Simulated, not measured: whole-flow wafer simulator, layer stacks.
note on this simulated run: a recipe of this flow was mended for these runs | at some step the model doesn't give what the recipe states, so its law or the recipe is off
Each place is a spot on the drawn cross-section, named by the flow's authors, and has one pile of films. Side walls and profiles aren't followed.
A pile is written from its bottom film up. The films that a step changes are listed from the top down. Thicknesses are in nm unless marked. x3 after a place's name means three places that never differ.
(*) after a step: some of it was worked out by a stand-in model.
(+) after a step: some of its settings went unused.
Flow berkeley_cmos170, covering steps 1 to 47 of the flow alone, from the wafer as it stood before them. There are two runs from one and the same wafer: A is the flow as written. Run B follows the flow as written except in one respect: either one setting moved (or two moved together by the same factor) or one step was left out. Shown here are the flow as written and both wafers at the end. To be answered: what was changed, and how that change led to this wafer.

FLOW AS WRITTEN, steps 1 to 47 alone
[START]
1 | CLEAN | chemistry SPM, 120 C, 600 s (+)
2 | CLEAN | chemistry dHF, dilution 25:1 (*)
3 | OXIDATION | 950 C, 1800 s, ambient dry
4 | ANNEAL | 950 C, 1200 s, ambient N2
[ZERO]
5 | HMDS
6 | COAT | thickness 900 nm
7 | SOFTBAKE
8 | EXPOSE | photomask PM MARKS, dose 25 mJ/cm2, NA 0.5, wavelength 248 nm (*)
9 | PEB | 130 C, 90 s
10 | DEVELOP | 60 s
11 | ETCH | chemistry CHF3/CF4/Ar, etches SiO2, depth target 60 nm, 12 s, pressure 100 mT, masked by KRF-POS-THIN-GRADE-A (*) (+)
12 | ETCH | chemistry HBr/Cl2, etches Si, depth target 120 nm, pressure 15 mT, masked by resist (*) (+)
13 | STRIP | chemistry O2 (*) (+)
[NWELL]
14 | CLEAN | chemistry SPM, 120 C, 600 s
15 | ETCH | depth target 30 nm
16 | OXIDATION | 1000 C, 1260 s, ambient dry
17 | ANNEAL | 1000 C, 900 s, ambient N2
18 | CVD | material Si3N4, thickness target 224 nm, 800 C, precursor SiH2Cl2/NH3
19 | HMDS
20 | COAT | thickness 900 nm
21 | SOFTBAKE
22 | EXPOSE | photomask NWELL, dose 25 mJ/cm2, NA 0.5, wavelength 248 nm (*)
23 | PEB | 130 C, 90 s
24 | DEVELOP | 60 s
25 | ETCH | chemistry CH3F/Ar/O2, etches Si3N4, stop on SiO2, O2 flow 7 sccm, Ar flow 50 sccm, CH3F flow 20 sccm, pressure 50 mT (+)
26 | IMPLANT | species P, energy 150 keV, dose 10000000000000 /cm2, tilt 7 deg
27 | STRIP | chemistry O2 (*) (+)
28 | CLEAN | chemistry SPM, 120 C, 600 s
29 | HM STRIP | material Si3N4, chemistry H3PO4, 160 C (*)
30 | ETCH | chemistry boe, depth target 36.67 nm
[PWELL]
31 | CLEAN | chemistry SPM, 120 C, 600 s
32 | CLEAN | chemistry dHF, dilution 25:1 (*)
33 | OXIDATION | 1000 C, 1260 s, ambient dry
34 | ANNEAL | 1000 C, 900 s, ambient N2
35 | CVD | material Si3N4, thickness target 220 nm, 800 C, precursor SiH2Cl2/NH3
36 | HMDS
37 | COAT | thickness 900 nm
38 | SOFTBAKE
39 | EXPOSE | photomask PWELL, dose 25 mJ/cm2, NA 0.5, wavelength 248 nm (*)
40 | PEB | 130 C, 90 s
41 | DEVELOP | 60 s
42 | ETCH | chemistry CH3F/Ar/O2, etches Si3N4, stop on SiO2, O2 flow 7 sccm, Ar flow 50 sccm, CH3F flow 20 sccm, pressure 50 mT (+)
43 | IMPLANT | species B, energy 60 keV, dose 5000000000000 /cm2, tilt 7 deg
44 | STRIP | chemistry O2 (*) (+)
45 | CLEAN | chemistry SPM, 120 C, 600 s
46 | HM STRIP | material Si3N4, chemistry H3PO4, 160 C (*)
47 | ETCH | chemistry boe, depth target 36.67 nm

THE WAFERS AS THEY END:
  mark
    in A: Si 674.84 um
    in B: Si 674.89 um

What caused this: step 12, ETCH: depth target 72 nm was run, whereas the flow has depth target 120 nm.

Step by step, how the change led to this:
  12 | ETCH | chemistry HBr/Cl2, etches Si, depth target 120 nm, pressure 15 mT, masked by resist (*) (+)
      field x9, sd_p x3: A KrF-resist loses 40 | B KrF-resist loses 24
      mark: A Si loses 120 | B Si loses 72
